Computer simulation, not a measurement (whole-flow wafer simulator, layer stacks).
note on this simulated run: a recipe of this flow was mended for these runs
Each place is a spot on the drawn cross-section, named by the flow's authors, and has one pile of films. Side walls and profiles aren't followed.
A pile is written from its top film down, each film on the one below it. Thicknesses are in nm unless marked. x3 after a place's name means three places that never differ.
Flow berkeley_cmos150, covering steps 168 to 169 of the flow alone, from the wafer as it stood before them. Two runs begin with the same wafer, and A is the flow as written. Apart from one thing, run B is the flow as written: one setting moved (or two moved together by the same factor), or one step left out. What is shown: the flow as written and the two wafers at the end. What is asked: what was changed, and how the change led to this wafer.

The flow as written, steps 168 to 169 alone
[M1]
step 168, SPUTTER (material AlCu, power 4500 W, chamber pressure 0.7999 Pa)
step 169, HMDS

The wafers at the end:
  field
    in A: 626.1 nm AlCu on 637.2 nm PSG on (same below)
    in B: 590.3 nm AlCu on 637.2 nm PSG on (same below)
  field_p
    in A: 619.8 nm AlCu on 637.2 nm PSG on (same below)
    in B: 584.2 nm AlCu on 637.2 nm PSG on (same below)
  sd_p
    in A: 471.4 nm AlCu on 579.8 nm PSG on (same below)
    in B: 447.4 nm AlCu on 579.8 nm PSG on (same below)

What caused this: step 168, SPUTTER: chamber pressure 0.9279 Pa was run, whereas the flow has chamber pressure 0.7999 Pa.

The path from the change to this, step by step:
  step 168, SPUTTER (material AlCu, power 4500 W, chamber pressure 0.7999 Pa)
      field, sd_n, gate_n, m1: A AlCu gains 626.1 (new film) | B AlCu gains 590.3 (new film)
      field_p: A AlCu gains 619.8 (new film) | B AlCu gains 584.2 (new film)
      (as well as at 3 more places)
